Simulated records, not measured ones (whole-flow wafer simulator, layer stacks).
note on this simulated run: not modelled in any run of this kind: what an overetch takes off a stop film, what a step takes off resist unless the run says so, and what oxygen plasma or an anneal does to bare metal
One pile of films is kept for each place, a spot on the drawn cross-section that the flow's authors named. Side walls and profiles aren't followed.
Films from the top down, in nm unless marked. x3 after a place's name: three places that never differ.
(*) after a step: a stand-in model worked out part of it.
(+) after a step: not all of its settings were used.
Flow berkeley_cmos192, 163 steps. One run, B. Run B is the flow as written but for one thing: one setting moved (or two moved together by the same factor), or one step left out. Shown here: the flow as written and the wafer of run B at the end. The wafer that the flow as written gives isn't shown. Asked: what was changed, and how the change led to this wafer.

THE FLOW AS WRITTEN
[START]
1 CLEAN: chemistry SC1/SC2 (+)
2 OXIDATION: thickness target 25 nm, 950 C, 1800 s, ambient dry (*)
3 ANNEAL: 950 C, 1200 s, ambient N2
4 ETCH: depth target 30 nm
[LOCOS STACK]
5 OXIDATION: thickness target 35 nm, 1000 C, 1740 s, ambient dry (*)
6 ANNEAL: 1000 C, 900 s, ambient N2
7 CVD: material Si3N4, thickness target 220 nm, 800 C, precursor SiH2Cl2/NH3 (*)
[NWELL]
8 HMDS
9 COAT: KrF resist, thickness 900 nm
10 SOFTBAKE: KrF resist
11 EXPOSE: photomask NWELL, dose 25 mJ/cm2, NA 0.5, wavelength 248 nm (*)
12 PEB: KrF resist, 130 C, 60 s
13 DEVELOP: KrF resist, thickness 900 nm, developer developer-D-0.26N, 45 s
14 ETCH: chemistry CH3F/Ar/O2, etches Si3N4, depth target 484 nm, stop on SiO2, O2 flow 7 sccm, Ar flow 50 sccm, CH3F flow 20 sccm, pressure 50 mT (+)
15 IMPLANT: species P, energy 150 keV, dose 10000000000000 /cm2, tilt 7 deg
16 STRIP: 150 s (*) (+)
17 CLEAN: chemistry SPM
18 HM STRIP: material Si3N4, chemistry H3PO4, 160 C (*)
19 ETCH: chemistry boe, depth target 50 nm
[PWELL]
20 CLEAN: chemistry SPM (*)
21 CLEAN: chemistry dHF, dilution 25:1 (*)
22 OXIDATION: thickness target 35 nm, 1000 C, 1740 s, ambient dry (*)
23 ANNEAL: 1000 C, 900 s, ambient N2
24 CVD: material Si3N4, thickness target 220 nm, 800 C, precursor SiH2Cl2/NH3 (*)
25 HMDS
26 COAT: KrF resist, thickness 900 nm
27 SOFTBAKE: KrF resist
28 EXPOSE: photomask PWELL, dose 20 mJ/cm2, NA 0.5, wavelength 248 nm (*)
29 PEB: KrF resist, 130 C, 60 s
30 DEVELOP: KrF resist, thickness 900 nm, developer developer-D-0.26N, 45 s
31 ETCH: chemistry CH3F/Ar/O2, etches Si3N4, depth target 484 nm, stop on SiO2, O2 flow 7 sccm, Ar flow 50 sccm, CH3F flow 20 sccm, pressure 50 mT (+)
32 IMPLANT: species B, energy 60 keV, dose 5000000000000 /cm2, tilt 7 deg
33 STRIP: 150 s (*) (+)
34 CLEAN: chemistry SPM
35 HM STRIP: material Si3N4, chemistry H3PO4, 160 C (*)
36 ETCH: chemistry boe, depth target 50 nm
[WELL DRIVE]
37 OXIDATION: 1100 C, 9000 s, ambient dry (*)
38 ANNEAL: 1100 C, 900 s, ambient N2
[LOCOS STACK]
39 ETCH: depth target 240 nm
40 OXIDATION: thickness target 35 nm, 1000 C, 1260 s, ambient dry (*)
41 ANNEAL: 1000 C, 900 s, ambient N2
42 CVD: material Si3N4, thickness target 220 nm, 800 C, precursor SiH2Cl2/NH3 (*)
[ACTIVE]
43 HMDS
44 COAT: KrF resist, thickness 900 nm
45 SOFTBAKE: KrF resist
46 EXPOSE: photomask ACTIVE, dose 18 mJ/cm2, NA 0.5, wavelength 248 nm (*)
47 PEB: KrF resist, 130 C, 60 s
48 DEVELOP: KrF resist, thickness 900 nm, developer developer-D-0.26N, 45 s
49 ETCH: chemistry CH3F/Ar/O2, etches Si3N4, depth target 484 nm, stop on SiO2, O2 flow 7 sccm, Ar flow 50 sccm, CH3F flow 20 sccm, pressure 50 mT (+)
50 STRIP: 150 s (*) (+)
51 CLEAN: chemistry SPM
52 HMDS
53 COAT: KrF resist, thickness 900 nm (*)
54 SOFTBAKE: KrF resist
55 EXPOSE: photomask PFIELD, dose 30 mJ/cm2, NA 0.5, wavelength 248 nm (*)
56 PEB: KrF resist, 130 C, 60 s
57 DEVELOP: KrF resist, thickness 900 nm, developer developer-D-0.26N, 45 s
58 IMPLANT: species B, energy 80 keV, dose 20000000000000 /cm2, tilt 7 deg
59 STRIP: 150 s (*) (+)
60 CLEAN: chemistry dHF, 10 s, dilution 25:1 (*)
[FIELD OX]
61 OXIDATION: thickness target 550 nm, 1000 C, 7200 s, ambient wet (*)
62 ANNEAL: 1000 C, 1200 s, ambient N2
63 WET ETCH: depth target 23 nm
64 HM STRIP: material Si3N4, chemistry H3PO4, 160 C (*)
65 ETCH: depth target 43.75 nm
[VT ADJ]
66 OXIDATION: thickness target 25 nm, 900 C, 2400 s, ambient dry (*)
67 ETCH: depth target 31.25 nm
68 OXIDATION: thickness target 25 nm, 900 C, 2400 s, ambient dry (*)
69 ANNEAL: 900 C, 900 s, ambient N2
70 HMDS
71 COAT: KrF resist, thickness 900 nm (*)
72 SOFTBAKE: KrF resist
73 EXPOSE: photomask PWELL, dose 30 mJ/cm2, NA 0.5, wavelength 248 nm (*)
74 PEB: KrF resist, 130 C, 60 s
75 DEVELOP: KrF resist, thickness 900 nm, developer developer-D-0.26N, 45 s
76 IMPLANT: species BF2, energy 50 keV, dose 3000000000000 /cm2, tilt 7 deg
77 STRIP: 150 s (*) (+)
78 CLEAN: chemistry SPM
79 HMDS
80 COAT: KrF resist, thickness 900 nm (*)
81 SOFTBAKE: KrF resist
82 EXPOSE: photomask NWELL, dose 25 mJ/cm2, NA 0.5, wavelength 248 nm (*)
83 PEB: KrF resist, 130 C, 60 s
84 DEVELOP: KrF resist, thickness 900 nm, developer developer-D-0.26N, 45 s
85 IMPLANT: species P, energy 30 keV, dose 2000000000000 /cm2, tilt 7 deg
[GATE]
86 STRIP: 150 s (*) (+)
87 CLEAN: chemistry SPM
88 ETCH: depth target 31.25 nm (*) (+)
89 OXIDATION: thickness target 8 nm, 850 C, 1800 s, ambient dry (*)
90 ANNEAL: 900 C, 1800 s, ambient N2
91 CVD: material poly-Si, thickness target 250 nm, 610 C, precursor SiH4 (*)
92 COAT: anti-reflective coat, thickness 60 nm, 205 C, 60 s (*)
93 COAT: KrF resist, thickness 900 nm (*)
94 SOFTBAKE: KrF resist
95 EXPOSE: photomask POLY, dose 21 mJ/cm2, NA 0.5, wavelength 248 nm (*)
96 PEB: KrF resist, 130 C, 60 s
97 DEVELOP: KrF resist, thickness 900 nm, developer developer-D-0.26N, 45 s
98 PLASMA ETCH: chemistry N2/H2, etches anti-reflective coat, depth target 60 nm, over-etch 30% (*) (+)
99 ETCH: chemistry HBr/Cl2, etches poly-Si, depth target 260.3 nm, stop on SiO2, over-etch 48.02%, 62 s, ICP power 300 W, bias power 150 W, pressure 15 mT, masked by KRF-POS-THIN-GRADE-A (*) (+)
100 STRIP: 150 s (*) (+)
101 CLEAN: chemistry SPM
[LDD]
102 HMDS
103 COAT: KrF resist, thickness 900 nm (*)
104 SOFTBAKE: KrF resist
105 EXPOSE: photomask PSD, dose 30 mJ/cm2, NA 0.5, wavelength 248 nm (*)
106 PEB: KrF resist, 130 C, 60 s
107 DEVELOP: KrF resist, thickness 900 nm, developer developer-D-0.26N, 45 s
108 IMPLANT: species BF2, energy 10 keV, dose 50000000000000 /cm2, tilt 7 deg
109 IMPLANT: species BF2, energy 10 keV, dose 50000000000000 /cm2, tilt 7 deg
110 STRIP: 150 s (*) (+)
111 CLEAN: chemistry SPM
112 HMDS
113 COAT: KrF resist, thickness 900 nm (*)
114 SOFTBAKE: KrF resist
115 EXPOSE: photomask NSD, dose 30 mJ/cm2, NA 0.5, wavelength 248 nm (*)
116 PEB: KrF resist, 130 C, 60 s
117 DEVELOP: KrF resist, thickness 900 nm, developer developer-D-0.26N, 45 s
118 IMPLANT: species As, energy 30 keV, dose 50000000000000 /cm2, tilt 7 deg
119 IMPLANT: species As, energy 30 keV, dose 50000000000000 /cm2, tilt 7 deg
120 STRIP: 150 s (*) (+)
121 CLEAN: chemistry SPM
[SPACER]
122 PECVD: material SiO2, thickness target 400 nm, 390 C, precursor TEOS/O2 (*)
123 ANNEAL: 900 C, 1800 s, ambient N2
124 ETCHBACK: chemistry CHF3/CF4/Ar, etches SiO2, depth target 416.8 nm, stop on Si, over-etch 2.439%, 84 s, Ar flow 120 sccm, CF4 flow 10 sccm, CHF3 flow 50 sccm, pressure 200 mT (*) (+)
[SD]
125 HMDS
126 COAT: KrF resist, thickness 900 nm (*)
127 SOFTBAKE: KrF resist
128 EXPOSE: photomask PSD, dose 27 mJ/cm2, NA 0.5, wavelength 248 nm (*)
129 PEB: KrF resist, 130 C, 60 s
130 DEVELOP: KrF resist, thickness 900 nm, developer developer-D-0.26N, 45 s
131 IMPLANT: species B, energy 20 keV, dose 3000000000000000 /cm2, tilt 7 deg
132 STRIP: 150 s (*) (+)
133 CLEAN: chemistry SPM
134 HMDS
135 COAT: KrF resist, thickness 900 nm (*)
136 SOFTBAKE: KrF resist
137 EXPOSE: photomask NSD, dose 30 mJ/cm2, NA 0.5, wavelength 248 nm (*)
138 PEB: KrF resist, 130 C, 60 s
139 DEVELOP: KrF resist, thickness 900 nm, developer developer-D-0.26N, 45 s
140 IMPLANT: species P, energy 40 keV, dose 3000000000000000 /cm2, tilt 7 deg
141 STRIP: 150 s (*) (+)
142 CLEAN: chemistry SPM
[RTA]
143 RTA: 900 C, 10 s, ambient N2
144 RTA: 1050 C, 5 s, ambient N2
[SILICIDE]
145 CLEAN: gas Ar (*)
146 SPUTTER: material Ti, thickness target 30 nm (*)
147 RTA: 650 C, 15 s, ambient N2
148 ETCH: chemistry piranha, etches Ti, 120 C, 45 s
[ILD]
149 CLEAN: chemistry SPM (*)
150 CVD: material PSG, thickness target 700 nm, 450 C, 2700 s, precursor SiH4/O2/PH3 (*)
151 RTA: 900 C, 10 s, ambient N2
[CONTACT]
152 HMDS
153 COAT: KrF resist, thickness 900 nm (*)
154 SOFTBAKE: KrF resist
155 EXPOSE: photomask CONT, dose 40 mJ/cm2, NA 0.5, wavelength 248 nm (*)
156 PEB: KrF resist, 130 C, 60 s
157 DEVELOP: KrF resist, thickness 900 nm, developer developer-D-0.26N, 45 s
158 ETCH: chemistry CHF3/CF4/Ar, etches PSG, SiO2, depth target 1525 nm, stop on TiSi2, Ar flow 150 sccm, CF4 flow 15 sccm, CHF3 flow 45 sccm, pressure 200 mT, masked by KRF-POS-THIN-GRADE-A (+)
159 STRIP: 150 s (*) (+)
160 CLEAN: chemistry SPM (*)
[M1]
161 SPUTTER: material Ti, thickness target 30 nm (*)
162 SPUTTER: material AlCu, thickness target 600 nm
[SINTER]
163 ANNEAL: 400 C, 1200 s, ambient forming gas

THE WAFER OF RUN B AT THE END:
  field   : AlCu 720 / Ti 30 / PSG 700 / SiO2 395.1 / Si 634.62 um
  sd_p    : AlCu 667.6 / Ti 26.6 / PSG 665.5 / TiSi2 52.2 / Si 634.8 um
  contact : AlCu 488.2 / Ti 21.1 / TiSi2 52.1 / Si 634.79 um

The cause: step 162, SPUTTER: thickness target 720 nm was run, where the flow has thickness target 600 nm.
It can be read off the wafer: field has AlCu 720, and step 162 as written asks for 600 nm.

How the change led to this, step by step:
  162 SPUTTER: material AlCu, thickness target 600 nm
      field, sd_n, spacer_n, gate, spacer_p, gate_p, m1: AlCu +720 (new film) (as written it would be: AlCu +600 (new film))
      sd_p: AlCu +667.6 (new film) (as written it would be: AlCu +551.2 (new film))
      (and at 1 more place)
